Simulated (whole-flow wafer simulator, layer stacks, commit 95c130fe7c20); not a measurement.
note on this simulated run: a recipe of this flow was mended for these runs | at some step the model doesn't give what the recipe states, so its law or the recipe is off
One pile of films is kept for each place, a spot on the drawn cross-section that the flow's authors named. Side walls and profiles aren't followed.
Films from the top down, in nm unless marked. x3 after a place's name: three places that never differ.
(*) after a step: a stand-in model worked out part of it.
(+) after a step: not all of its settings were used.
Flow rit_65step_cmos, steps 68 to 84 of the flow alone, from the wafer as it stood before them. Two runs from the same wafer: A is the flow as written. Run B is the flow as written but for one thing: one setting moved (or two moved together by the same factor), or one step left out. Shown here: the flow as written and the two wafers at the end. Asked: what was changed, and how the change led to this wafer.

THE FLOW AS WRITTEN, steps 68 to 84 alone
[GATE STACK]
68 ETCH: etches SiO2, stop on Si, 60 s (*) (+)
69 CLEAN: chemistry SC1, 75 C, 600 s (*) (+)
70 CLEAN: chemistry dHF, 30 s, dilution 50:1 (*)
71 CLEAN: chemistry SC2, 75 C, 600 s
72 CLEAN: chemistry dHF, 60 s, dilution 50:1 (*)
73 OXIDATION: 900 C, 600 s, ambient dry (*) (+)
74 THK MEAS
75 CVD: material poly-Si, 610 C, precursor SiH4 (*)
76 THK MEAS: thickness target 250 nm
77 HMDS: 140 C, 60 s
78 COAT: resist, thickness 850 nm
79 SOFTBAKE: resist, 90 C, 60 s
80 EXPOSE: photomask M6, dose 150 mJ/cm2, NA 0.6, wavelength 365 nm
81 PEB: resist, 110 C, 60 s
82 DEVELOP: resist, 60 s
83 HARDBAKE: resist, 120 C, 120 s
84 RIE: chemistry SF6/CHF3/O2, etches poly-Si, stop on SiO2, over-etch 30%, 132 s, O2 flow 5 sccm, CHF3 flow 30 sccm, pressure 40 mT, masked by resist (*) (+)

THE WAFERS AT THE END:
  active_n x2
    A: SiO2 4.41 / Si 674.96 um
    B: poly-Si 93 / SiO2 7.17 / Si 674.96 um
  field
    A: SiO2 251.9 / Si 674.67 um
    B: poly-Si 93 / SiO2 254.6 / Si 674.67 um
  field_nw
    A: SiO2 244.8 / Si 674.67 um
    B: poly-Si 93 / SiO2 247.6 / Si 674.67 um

The cause: step 75, CVD: 642 C was run, where the flow has 610 C.

How the change led to this, step by step:
  75 CVD: material poly-Si, 610 C, precursor SiH4 (*)
      field, field_pw, field_nw and 11 more: A poly-Si +250 (new film) | B poly-Si +418 (new film)
  84 RIE: chemistry SF6/CHF3/O2, etches poly-Si, stop on SiO2, over-etch 30%, 132 s, O2 flow 5 sccm, CHF3 flow 30 sccm, pressure 40 mT, masked by resist (*) (+)
      field, field_pw, field_nw and 9 more: A poly-Si -250 (all of it), SiO2 -2.76 | B poly-Si -325
